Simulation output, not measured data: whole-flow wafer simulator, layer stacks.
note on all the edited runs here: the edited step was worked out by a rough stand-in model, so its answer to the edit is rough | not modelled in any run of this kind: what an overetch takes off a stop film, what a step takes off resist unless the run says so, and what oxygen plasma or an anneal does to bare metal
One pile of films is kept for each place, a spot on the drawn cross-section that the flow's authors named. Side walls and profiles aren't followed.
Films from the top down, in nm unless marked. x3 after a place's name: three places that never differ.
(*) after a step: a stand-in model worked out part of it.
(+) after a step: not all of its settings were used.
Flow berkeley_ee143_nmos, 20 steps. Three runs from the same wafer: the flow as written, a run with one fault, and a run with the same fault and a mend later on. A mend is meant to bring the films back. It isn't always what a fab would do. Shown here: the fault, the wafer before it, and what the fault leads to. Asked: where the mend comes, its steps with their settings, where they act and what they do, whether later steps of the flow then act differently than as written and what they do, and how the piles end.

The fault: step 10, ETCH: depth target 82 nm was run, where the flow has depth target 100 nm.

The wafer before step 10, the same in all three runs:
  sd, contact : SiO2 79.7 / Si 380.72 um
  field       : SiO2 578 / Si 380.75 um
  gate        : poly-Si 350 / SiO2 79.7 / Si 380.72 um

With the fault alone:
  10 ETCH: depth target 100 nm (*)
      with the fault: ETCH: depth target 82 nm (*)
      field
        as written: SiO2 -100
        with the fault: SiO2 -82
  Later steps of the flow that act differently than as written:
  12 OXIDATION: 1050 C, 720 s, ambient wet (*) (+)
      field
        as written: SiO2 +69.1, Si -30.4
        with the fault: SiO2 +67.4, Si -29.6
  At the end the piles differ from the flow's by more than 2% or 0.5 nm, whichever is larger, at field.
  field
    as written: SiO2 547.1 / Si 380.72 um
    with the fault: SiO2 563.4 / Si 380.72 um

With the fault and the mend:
  The mend comes after step 10.
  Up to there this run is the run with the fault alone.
  10a ETCH: depth target 18 nm (*) (the flow's step 10 once more, with other settings)
      field
        SiO2 -18
  No later step of the flow acts differently than as written at any place that is followed.
  At the end the piles are the same as the flow's at every place that both follow.
